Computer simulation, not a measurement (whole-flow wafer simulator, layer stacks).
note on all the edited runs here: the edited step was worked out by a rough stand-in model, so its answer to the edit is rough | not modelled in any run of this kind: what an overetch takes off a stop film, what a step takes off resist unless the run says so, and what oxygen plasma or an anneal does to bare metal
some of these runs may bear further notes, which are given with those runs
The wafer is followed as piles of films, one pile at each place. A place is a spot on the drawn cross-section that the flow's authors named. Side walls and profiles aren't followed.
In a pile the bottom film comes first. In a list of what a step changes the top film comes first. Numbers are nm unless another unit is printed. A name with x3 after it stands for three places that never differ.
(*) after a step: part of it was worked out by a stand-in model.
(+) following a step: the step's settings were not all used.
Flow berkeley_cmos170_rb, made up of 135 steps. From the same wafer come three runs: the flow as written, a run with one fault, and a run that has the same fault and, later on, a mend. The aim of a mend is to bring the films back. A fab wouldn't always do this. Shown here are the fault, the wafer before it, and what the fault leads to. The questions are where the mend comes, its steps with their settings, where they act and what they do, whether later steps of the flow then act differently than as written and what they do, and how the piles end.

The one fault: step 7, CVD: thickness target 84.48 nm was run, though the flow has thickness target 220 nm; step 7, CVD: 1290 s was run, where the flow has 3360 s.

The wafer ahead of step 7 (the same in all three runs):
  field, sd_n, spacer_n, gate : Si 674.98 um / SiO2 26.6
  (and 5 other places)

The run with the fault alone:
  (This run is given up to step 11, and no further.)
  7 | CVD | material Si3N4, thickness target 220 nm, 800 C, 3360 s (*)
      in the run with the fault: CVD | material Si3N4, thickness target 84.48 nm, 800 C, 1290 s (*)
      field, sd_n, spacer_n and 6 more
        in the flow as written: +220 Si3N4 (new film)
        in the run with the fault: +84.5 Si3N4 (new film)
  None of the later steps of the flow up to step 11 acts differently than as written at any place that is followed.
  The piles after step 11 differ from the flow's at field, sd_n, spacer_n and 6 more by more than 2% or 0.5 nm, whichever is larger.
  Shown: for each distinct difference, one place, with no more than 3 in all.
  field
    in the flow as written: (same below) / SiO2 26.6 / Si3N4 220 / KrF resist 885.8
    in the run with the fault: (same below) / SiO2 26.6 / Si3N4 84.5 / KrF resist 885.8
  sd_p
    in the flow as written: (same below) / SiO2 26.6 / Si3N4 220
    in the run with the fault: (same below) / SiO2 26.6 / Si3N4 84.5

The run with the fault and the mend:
  After step 11 comes the mend.
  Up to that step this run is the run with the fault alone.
  11a | STRIP (*) (+)
      field, sd_n, spacer_n, gate, contact, m1
        -885.8 KrF resist (all of it)
  11b | CLEAN (*) (the flow's step 1, run once more)
      alters no film at any place that is followed
  11c | CVD | material Si3N4, thickness target 135.5 nm, 800 C, 2070 s (*) (the flow's step 7, run once more with other settings)
      field, sd_n, spacer_n and 6 more
        +135.5 Si3N4
  11d | COAT | KrF resist, thickness 900 nm (the flow's step 8, run once more)
      field, sd_n, spacer_n and 6 more
        +900 KrF resist (new film)
  11e | EXPOSE | photomask NWELL (the flow's step 9, run once more)
      alters no film at any place that is followed
  11f | PEB | 130 C, 60 s (*) (the flow's step 10, run once more)
      alters no film at any place that is followed
  11g | DEVELOP | developer developer-D-0.26N, 45 s (the flow's step 11, run once more)
      field, sd_n, spacer_n, gate, contact, m1
        -14.2 KrF resist
      sd_p, spacer_p, gate_p
        -900 KrF resist (all of it)
  None of the later steps of the flow acts differently than as written at any place that is followed.
  The piles end the same as the flow's at every place that both follow.
